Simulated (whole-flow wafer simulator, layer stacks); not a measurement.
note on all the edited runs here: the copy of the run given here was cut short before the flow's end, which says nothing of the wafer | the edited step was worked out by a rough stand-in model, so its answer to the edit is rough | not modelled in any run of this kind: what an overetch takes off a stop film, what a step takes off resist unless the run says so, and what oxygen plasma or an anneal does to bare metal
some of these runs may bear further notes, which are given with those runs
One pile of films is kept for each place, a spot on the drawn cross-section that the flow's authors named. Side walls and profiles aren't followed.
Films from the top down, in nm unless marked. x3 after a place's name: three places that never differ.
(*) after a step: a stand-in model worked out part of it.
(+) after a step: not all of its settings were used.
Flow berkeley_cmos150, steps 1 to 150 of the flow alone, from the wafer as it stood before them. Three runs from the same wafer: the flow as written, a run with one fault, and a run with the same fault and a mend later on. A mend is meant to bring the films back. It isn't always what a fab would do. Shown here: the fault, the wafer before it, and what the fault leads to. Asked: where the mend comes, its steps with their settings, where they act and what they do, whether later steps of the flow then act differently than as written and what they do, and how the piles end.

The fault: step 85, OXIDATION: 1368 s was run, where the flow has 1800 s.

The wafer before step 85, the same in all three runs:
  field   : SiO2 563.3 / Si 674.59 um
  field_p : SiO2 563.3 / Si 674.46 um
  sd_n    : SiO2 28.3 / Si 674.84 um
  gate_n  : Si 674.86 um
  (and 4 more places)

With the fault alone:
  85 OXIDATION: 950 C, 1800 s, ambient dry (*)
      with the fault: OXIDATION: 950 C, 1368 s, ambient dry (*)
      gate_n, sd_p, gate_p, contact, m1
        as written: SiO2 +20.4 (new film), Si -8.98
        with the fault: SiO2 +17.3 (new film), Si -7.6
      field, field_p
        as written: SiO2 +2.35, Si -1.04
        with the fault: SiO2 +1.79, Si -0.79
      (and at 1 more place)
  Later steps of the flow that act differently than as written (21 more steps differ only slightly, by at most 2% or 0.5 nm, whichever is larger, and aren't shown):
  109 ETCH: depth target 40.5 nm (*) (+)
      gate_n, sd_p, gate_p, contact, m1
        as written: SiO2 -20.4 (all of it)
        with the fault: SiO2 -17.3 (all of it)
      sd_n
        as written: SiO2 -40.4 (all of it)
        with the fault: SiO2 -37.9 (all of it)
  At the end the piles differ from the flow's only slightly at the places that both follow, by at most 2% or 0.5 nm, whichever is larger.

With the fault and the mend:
  The mend comes after step 94.
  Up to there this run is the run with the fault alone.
  94a STRIP (*) (+)
      field_p
        KrF resist -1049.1 (all of it)
      sd_p
        KrF resist -1274.2 (all of it)
      gate_p
        KrF resist -1248.9 (all of it)
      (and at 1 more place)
  94b CLEAN: chemistry SPM, 600 s (the flow's step 77 once more)
      changes no film at any place that is followed
  94c OXIDATION: 950 C, 362 s, ambient dry (*) (the flow's step 85 once more, with other settings)
      gate_n, sd_p, gate_p, contact, m1
        SiO2 +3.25, Si -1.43
      field, field_p
        SiO2 +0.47, Si -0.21
      sd_n
        SiO2 +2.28, Si -1
  94d HMDS (the flow's step 88 once more)
      changes no film at any place that is followed
  94e COAT: KrF resist, thickness 1100 nm (*) (the flow's step 89 once more)
      field
        KrF resist +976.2 (new film)
      field_p
        KrF resist +1087.8 (new film)
      sd_n
        KrF resist +1243 (new film)
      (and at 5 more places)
  94f SOFTBAKE: KrF resist (the flow's step 90 once more)
      changes no film at any place that is followed
  94g EXPOSE: photomask NWELL INV, NA 0.5, wavelength 248 nm (*) (the flow's step 91 once more)
      changes no film at any place that is followed
  94h PEB: KrF resist, 110 C, 90 s (the flow's step 92 once more)
      field
        KrF resist -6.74
      field_p
        KrF resist -7.53
      sd_n
        KrF resist -8.63
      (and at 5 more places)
  94i DEVELOP: KrF resist, thickness 1100 nm, developer developer-D-0.26N, 45 s (the flow's step 93 once more)
      field_p, sd_p, gate_p, m1
        KrF resist -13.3
      field
        KrF resist -969.5 (all of it)
      sd_n
        KrF resist -1234.4 (all of it)
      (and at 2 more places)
  94j HARDBAKE: 120 C, 7200 s (the flow's step 94 once more)
      field_p
        KrF resist -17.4
      sd_p
        KrF resist -21.4
      gate_p
        KrF resist -20.9
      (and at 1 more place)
  No later step of the flow acts differently than as written, at any place that is followed, by more than 2% or 0.5 nm, whichever is larger.
  At the end the piles differ from the flow's only slightly at the places that both follow, by at most 2% or 0.5 nm, whichever is larger.
